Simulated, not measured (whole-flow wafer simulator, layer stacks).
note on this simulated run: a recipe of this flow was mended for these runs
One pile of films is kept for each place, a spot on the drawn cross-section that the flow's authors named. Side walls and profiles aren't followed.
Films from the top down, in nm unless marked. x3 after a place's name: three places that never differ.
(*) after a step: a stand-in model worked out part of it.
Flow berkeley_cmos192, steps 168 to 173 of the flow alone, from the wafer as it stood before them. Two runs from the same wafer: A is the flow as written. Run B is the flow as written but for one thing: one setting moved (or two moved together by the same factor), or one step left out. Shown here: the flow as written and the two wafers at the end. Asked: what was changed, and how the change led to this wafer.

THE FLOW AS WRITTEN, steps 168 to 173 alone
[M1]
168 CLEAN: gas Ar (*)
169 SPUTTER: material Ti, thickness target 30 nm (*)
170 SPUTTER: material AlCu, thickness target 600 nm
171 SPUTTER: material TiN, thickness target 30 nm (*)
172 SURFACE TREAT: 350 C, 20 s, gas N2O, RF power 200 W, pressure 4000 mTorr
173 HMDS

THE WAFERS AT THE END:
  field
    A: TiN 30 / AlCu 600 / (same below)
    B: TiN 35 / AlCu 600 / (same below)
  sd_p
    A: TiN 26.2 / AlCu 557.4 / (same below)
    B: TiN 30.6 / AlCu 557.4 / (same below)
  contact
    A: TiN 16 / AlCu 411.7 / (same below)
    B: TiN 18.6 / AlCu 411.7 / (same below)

The cause: step 171, SPUTTER: thickness target 35 nm was run, where the flow has thickness target 30 nm.
It can be read off the wafer: field has TiN 35, and step 171 as written asks for 30 nm.

How the change led to this, step by step:
  171 SPUTTER: material TiN, thickness target 30 nm (*)
      field, sd_n, spacer_n, gate, spacer_p, gate_p, m1: A TiN +30 (new film) | B TiN +35 (new film)
      sd_p: A TiN +26.2 (new film) | B TiN +30.6 (new film)
      (and at 1 more place)
